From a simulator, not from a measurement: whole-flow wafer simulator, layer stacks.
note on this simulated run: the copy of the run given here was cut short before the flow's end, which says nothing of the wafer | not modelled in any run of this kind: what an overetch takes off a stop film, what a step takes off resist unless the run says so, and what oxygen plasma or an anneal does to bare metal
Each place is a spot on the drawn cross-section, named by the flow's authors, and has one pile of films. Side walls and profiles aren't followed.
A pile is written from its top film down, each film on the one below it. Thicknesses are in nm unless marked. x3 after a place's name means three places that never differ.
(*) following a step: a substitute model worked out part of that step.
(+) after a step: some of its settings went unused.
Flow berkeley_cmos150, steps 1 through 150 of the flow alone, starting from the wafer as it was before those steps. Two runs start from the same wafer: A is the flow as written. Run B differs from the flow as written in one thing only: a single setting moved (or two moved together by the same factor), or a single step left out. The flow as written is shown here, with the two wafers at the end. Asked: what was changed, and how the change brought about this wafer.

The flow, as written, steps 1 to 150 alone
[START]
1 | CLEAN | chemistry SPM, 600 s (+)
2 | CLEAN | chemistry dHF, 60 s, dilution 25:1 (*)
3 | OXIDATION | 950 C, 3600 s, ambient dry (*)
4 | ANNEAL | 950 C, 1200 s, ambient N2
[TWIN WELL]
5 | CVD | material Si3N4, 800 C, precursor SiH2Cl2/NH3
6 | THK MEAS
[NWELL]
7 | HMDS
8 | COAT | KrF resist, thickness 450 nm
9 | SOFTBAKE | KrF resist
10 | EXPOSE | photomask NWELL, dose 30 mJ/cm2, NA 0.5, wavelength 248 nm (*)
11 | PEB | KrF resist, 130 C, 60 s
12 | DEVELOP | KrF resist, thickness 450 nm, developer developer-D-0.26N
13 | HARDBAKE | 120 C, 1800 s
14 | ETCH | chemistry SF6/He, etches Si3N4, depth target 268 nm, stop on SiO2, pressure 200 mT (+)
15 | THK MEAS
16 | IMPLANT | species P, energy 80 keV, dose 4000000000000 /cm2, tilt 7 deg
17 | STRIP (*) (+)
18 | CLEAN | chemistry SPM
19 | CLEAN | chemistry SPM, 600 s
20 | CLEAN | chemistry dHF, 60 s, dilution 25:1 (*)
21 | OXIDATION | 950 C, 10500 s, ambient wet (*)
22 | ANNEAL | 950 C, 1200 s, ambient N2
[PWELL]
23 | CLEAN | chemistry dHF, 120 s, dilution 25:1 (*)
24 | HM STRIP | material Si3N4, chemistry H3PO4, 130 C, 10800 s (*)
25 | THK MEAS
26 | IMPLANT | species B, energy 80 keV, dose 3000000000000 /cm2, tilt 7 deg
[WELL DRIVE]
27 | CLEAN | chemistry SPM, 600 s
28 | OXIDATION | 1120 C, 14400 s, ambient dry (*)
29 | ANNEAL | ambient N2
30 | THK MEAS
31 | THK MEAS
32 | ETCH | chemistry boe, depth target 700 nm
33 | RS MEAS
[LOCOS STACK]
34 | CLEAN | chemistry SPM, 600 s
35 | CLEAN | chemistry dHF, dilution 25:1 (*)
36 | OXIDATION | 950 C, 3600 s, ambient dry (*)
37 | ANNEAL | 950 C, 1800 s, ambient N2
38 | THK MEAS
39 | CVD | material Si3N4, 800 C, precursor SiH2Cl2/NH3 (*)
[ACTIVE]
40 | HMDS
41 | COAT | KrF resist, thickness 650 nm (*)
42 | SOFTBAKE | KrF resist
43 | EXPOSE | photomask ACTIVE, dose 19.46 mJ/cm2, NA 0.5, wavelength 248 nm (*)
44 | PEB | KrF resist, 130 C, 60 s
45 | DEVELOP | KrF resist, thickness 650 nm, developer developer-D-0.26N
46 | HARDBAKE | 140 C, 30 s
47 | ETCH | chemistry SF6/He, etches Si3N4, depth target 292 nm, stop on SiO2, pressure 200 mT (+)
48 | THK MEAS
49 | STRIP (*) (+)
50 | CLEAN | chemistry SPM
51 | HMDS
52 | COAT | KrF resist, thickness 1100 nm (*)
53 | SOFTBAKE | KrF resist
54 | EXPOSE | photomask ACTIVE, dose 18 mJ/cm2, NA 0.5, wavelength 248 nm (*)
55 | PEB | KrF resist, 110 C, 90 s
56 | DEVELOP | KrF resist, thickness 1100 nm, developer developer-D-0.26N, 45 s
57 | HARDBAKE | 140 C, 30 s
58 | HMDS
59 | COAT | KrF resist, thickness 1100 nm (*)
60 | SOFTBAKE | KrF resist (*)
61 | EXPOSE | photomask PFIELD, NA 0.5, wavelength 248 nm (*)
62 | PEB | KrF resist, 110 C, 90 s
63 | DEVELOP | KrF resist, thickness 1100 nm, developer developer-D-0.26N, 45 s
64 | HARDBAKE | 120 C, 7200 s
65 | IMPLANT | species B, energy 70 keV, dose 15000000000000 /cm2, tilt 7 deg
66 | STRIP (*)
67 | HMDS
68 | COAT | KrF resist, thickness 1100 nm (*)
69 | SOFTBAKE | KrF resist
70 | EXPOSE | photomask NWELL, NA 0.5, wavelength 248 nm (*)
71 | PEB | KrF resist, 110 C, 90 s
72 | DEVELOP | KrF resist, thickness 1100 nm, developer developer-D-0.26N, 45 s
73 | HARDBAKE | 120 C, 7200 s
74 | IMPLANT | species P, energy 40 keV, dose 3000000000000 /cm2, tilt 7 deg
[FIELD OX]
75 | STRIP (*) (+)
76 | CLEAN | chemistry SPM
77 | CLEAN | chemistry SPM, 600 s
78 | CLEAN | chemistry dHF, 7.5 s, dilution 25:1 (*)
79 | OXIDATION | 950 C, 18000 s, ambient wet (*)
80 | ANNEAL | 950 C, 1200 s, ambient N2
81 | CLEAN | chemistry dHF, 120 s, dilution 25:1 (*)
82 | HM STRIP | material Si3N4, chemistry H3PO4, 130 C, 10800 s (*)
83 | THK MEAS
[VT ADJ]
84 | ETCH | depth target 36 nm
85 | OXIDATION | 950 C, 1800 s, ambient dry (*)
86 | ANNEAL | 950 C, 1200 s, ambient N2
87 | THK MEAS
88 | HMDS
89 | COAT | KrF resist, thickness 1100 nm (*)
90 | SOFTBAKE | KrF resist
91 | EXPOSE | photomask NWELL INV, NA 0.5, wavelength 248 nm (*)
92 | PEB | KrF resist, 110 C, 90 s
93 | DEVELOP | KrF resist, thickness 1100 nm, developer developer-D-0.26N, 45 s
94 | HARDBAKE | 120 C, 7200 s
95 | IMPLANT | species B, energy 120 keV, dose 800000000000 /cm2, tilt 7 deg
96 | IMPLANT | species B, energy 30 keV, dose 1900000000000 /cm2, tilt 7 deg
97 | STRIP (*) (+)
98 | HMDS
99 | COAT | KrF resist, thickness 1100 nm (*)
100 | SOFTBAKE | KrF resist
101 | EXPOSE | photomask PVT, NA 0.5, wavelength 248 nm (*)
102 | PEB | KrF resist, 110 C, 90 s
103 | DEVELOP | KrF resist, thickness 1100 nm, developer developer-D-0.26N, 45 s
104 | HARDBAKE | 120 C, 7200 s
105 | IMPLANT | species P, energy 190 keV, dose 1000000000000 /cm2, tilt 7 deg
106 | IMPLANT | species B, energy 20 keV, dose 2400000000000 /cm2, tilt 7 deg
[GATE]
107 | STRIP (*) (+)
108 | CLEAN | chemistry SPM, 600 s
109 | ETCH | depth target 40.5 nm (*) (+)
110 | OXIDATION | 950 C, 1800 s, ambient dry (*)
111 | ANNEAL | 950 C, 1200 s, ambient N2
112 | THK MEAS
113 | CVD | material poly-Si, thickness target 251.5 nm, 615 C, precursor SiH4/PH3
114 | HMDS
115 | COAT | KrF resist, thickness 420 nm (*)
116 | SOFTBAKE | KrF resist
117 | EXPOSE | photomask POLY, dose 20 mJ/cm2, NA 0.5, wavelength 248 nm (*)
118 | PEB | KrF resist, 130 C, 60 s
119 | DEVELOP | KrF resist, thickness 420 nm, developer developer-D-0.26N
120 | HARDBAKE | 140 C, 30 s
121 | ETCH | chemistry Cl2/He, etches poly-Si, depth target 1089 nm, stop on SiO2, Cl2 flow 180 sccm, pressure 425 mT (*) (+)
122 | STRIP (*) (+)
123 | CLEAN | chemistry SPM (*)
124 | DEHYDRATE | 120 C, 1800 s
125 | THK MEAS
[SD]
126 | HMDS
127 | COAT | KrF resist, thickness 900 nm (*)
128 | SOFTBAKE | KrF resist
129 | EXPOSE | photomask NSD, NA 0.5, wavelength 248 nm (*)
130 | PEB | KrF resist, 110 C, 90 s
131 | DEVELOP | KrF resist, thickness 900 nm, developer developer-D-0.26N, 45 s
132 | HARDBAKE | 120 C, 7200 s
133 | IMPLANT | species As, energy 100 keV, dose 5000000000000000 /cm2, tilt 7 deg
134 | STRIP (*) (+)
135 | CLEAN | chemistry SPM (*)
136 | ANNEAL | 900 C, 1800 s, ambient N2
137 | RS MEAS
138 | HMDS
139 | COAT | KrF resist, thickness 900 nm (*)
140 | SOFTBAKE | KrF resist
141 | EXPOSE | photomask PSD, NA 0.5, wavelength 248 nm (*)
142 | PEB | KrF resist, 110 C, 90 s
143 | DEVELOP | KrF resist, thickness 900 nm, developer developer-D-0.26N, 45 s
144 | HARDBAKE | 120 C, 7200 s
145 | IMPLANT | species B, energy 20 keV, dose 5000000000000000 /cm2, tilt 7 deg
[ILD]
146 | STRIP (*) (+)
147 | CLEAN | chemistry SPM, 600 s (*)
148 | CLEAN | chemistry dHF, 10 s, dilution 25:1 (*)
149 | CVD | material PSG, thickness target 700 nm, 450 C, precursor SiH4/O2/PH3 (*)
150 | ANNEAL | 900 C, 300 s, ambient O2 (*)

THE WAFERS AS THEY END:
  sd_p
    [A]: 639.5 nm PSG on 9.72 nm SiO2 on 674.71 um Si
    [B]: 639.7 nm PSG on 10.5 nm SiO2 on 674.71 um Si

Cause: step 145, IMPLANT: dose 2500000000000000 /cm2 was run, whereas the flow has dose 5000000000000000 /cm2.

Step by step, how the change led to this:
  148 | CLEAN | chemistry dHF, 10 s, dilution 25:1 (*)
      sd_p: A -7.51 SiO2 | B -6.76 SiO2
